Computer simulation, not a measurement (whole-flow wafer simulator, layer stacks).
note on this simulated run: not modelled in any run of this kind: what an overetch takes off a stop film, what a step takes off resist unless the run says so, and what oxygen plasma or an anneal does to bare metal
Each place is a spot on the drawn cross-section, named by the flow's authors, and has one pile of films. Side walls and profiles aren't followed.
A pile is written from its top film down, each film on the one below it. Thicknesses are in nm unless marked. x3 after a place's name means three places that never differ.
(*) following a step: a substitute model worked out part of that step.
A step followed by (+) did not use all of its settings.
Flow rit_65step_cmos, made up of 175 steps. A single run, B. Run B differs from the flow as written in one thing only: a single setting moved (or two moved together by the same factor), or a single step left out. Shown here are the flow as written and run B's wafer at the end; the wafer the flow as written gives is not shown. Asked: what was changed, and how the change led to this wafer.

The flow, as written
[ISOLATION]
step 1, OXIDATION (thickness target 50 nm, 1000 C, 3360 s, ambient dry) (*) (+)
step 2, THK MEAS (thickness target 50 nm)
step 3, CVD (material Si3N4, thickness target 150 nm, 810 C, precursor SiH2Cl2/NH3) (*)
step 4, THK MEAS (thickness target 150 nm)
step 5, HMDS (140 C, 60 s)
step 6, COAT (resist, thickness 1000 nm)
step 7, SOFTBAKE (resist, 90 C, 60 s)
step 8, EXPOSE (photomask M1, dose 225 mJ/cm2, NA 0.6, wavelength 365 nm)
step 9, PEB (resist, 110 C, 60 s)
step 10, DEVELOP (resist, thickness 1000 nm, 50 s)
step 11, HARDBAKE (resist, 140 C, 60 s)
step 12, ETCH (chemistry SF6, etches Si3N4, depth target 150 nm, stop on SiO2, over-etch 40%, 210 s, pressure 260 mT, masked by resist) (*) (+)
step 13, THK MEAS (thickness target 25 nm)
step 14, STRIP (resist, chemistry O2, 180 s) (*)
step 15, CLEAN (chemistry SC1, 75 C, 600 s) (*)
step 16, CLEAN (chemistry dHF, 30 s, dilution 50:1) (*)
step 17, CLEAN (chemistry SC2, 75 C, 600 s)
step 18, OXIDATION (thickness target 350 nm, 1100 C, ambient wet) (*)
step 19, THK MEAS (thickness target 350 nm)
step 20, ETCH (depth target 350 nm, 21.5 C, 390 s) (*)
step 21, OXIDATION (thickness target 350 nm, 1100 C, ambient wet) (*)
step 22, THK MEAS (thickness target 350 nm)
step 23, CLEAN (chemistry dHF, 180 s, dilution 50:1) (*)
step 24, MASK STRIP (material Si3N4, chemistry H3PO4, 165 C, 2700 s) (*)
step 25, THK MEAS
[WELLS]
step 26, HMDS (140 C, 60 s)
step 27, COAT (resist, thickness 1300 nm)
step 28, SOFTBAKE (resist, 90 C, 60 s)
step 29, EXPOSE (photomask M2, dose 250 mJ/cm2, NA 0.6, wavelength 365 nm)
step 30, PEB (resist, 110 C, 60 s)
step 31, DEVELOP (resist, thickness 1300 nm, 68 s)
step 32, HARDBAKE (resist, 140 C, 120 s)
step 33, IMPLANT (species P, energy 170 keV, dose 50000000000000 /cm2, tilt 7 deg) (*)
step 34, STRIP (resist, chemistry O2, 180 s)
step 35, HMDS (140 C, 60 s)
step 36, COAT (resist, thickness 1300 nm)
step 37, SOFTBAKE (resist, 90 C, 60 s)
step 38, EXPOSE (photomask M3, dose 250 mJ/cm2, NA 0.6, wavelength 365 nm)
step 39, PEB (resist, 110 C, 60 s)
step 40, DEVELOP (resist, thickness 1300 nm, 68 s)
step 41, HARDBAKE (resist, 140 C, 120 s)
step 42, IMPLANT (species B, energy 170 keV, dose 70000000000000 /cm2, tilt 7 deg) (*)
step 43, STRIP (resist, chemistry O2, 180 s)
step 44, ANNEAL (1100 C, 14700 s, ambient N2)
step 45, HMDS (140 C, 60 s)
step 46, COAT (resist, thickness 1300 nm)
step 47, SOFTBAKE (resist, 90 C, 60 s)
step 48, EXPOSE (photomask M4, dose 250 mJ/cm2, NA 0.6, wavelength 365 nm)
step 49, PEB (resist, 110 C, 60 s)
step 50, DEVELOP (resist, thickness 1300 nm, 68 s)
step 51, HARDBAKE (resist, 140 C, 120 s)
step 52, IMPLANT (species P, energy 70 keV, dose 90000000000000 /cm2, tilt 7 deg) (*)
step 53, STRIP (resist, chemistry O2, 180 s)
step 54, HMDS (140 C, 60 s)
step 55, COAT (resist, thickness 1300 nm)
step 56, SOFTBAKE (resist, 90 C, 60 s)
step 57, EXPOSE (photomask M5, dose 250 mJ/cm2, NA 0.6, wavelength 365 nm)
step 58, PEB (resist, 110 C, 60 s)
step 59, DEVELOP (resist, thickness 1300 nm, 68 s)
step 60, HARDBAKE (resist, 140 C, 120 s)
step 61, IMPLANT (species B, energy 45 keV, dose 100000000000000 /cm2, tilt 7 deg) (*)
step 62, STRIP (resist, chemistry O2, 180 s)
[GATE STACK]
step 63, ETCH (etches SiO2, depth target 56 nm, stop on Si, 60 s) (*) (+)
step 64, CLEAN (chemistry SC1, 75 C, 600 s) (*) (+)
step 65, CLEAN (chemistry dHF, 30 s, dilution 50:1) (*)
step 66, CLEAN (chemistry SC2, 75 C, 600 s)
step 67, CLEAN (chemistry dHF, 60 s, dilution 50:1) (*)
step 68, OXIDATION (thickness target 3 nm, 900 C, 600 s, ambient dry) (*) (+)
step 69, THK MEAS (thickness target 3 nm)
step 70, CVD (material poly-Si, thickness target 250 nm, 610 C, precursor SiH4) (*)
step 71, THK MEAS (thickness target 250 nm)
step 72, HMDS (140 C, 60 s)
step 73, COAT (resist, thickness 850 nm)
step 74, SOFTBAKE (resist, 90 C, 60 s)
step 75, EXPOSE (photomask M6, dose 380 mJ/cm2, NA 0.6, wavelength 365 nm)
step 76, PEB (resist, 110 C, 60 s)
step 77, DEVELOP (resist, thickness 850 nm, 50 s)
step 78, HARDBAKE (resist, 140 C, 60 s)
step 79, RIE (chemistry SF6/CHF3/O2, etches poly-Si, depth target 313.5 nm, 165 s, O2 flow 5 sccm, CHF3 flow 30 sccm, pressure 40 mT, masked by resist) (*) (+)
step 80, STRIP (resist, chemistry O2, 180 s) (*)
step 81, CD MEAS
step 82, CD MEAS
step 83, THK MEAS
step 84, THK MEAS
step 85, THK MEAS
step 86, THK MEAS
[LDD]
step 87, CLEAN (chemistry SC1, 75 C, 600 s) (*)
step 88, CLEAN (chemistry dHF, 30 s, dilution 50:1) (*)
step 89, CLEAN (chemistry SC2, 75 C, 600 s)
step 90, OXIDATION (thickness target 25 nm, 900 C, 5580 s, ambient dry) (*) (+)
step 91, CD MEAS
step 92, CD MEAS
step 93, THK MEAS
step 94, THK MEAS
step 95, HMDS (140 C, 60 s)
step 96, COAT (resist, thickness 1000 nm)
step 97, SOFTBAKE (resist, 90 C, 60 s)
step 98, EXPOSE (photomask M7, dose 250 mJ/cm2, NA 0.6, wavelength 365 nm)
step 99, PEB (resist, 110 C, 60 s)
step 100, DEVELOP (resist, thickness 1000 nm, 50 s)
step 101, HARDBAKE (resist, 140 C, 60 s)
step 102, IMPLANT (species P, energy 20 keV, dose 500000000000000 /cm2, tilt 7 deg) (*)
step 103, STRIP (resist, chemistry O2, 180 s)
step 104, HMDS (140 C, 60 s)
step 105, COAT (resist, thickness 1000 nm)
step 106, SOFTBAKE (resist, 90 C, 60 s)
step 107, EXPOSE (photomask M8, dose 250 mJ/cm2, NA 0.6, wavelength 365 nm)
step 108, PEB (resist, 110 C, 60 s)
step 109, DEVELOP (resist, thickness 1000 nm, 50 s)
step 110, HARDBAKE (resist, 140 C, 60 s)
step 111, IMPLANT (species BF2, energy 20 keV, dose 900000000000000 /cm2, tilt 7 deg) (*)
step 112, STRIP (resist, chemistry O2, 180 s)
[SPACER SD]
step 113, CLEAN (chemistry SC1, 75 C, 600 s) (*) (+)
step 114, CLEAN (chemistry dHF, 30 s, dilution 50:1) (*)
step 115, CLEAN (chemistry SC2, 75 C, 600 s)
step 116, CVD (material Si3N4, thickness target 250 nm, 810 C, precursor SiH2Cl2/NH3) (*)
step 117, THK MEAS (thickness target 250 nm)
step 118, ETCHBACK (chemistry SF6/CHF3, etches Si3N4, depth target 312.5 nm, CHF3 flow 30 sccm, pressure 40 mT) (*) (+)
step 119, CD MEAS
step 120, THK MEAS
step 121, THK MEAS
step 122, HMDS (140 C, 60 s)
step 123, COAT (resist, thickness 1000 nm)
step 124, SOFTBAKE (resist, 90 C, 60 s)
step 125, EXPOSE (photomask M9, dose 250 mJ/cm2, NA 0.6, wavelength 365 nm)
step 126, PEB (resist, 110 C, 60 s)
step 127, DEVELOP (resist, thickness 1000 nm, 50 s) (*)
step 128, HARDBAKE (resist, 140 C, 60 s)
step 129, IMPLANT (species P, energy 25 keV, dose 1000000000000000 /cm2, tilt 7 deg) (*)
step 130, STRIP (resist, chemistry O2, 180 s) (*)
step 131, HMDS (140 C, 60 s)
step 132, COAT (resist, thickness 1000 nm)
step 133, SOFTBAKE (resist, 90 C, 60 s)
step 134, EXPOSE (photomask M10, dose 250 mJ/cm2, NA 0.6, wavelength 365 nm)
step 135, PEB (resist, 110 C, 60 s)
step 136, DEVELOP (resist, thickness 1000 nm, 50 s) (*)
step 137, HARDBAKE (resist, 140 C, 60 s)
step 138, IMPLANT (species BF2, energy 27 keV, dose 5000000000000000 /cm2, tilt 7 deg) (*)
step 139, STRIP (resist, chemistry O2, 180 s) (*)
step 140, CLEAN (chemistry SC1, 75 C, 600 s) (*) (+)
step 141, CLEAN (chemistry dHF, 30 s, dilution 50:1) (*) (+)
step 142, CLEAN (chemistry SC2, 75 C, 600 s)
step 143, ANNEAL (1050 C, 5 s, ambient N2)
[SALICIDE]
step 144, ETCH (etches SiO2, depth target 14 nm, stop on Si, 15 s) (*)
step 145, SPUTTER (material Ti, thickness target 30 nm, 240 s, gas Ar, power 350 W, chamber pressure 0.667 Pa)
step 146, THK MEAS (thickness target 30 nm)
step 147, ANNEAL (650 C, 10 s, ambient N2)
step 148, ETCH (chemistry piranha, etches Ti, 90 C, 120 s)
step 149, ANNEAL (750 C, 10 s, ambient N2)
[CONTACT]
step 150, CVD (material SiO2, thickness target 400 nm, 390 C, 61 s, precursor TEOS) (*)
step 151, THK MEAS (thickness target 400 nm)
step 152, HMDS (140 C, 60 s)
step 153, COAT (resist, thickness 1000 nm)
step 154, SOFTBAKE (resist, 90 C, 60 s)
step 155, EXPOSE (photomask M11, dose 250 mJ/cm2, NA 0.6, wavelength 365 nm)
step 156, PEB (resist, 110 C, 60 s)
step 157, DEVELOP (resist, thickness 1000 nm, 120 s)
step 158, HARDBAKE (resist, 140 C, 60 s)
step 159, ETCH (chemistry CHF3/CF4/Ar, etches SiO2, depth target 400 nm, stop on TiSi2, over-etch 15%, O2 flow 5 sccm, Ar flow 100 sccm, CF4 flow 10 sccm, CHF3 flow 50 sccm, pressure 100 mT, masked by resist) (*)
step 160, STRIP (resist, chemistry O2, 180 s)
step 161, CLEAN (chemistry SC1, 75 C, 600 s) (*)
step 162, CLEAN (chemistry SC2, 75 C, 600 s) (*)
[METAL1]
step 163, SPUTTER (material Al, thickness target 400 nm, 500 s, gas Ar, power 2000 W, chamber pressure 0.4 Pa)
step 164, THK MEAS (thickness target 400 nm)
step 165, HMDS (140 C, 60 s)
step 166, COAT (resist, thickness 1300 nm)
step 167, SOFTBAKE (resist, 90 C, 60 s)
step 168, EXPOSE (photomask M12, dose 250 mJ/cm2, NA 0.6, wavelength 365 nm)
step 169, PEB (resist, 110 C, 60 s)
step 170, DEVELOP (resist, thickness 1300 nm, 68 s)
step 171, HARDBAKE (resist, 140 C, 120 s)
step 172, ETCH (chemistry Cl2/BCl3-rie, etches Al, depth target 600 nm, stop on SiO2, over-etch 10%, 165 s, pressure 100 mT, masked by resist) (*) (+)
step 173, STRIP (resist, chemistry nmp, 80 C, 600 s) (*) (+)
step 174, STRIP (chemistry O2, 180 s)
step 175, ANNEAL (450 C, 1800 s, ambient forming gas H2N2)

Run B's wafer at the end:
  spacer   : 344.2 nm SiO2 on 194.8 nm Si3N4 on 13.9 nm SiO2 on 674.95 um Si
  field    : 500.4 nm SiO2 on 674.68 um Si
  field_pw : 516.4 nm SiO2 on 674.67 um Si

What caused this: step 163, SPUTTER: thickness target 246 nm was run, while the flow as written has thickness target 400 nm; step 163, SPUTTER: 307 s was run, where the flow has 500 s.

The path from the change to this, step by step:
  step 163, SPUTTER (material Al, thickness target 400 nm, 500 s, gas Ar, power 2000 W, chamber pressure 0.4 Pa)
      field, field_p, spacer, spacer_p: Al gains 246 (new film) (as written it would have been: Al gains 400 (new film))
      gate_n, gate_p: Al gains 246 (new film) (as written it would have been: Al gains 396 (new film))
      (and at 2 other places as well)
  step 172, ETCH (chemistry Cl2/BCl3-rie, etches Al, depth target 600 nm, stop on SiO2, over-etch 10%, 165 s, pressure 100 mT, masked by resist) (*) (+)
      field, field_p, spacer, spacer_p: Al loses 246 (all of it), SiO2 loses 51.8 (as written it would have been: Al loses 400 (all of it), SiO2 loses 32.5)
      gate_n, gate_p: Al loses 246 (all of it), SiO2 loses 51.8 (as written it would have been: Al loses 396 (all of it), SiO2 loses 33)
      (and at 2 other places as well)
